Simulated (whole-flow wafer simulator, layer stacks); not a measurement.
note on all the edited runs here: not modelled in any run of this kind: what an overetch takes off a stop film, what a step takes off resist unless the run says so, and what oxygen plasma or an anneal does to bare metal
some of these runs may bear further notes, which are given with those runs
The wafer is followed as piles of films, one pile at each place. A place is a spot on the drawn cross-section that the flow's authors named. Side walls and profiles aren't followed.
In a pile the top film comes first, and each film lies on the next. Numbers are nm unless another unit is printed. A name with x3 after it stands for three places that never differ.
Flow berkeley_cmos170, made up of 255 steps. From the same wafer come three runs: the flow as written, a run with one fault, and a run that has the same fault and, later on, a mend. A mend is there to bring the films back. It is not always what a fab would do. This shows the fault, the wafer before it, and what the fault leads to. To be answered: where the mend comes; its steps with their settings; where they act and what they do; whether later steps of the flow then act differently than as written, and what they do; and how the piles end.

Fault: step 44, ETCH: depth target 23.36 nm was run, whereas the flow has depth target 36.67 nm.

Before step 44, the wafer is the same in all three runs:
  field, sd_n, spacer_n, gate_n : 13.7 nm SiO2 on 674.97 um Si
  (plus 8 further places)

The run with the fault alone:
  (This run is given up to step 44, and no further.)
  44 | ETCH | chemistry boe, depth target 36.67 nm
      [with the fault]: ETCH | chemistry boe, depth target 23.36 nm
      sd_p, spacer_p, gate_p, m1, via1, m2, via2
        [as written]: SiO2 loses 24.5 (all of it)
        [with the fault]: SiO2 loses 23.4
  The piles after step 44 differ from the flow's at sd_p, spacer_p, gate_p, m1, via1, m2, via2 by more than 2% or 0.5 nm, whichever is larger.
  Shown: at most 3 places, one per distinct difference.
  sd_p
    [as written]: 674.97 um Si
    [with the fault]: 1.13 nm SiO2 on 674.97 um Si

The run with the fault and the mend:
  After step 44 comes the mend.
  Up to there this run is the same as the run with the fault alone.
  44a | ETCH | chemistry boe, depth target 13.31 nm (the flow's step 44, run once more with other settings)
      sd_p, spacer_p, gate_p, m1, via1, m2, via2
        SiO2 loses 1.13 (all of it)
  Later steps of the flow that are run all act as written at every place that is followed.
  The piles end the same as the flow's at every place that both follow.
